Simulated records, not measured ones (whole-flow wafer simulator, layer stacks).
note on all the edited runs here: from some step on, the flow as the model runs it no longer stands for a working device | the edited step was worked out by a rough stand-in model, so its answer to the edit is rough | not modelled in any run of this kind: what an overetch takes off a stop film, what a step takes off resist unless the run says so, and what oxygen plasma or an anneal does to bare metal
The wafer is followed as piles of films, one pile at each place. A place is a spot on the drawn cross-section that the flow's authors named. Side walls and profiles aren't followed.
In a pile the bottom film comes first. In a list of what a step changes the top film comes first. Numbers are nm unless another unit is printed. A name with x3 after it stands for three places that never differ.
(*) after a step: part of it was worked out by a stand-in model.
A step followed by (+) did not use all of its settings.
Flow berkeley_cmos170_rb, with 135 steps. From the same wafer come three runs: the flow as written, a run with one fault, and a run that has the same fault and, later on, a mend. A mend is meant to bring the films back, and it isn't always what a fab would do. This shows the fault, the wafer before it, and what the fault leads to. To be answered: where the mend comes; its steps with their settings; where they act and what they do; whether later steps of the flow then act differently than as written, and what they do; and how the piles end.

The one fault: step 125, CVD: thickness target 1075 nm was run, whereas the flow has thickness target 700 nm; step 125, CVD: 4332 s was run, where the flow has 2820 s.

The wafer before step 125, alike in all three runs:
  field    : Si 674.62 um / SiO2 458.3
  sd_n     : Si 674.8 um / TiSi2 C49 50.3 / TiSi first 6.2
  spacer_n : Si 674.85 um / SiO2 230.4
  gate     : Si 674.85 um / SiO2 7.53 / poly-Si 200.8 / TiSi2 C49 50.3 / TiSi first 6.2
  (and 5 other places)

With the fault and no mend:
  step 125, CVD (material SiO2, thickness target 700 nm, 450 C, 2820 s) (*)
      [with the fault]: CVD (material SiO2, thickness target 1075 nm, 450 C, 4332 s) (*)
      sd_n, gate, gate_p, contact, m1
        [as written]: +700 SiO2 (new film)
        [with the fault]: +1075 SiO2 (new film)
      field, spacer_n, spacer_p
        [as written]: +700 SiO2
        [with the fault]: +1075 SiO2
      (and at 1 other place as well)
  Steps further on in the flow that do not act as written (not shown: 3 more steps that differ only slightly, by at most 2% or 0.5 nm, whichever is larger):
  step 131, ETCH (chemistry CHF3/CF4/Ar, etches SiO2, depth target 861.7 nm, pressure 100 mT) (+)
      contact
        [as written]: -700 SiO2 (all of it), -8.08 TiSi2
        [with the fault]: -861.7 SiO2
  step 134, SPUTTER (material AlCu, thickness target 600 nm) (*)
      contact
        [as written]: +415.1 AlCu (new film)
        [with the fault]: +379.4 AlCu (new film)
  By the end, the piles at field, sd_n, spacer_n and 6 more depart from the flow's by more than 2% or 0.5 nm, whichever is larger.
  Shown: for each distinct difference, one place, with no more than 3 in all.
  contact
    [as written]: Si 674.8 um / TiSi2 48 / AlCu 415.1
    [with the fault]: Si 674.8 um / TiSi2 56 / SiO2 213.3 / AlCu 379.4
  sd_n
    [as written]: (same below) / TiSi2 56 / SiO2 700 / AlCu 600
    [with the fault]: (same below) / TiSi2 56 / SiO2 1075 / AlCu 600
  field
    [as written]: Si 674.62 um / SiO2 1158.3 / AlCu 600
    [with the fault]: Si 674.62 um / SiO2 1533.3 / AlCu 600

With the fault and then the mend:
  The mend stands after step 125.
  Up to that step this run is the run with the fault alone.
  step 125a, ETCH (chemistry boe, depth target 378.4 nm)
      field, sd_n, spacer_n and 6 more
        -378.4 SiO2
  Later steps of the flow that are run all act as written at every place that is followed, up to a difference of at most 2% or 0.5 nm, whichever is larger.
  When the end is reached, the piles differ only a little from the flow's at the places that both follow, at most by 2% or 0.5 nm, whichever is larger.
